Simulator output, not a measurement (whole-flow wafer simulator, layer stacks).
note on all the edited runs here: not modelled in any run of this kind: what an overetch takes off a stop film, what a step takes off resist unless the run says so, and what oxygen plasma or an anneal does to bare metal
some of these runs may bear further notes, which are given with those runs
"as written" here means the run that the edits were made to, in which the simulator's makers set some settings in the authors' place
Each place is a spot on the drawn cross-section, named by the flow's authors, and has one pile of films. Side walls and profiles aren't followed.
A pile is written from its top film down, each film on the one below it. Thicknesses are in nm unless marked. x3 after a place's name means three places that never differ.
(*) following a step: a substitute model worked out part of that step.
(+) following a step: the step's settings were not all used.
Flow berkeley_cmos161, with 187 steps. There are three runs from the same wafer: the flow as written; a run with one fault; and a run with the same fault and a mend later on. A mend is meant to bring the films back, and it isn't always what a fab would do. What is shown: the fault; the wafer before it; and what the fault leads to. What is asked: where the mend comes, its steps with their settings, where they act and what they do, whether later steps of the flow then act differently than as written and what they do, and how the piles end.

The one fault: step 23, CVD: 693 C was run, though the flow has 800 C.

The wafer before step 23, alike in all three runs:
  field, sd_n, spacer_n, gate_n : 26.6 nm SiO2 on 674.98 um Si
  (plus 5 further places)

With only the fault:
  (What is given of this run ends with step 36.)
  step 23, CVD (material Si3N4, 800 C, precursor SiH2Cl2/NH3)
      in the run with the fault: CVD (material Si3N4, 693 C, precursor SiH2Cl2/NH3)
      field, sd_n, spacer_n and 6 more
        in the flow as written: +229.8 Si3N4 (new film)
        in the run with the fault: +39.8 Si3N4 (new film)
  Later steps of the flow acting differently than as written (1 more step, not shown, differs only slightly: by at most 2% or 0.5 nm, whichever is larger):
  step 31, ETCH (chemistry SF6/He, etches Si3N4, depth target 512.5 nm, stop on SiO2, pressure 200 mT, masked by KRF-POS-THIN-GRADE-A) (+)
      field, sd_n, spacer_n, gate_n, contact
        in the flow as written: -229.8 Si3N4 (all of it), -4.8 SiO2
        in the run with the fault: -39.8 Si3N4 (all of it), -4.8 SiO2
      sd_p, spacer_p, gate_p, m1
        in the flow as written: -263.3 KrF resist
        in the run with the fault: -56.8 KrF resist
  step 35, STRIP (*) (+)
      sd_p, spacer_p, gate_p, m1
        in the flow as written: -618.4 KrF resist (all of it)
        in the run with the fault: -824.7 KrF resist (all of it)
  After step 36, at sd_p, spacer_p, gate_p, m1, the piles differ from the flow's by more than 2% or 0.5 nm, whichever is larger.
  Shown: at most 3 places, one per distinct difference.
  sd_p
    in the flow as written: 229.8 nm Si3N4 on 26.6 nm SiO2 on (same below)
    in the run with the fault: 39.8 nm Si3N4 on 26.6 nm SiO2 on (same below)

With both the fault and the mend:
  The mend follows step 23.
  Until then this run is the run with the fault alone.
  step 23a, ETCH (chemistry h3po4, depth target 45.79 nm)
      field, sd_n, spacer_n and 6 more
        -39.8 Si3N4 (all of it)
  step 23b, CLEAN (chemistry SPM) (the flow's step 16, run once more)
      does not change any film at any place that is followed
  step 23c, CVD (material Si3N4, 800 C, precursor SiH2Cl2/NH3) (the flow's step 23, run once more)
      field, sd_n, spacer_n and 6 more
        +229.8 Si3N4 (new film)
  None of the later steps of the flow acts differently than as written at any place that is followed.
  At every place that both follow, the piles at the end match the flow's.
